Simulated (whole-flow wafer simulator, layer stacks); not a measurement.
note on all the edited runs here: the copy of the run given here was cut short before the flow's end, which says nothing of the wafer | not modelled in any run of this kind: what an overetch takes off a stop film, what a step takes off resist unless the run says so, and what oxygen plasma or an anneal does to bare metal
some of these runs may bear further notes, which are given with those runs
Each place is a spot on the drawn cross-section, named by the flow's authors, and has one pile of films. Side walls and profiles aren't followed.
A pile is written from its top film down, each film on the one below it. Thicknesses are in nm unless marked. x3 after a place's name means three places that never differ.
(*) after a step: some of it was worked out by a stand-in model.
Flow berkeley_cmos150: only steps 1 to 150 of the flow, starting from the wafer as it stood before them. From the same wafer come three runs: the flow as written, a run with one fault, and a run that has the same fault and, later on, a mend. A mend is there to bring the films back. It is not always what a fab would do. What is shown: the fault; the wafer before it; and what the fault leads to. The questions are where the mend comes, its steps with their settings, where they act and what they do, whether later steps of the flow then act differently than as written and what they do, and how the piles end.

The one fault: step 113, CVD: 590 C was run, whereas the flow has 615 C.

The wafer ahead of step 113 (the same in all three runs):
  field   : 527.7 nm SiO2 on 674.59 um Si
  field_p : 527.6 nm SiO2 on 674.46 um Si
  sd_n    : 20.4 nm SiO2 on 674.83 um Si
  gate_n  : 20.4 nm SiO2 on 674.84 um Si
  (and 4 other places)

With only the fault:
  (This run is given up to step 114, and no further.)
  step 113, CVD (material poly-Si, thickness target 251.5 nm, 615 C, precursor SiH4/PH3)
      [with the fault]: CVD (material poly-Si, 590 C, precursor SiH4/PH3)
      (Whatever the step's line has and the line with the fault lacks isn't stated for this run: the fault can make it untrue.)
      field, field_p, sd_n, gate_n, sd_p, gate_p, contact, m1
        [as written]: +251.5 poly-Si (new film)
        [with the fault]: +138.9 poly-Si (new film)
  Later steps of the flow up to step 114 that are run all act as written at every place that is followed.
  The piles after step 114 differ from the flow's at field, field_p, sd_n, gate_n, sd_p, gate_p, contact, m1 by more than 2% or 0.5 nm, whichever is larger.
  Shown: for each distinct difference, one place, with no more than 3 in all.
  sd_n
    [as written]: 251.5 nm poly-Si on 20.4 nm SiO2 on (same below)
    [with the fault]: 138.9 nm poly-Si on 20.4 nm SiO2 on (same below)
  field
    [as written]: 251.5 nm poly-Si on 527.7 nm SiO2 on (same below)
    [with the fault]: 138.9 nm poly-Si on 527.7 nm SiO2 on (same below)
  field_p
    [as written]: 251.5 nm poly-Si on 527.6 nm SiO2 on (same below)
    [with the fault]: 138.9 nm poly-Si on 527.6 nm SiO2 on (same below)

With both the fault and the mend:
  The mend follows step 113.
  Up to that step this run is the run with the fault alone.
  step 113a, CVD (material poly-Si, thickness target 112.6 nm, 615 C, precursor SiH4/PH3) (*) (a further turn of the flow's step 113, with different settings)
      field, field_p, sd_n, gate_n, sd_p, gate_p, contact, m1
        +112.6 poly-Si
  Later steps of the flow that are run all act as written at every place that is followed, up to a difference of at most 2% or 0.5 nm, whichever is larger.
  At the end the piles are close to the flow's at the places that both follow, differing by at most 2% or 0.5 nm, whichever is larger.
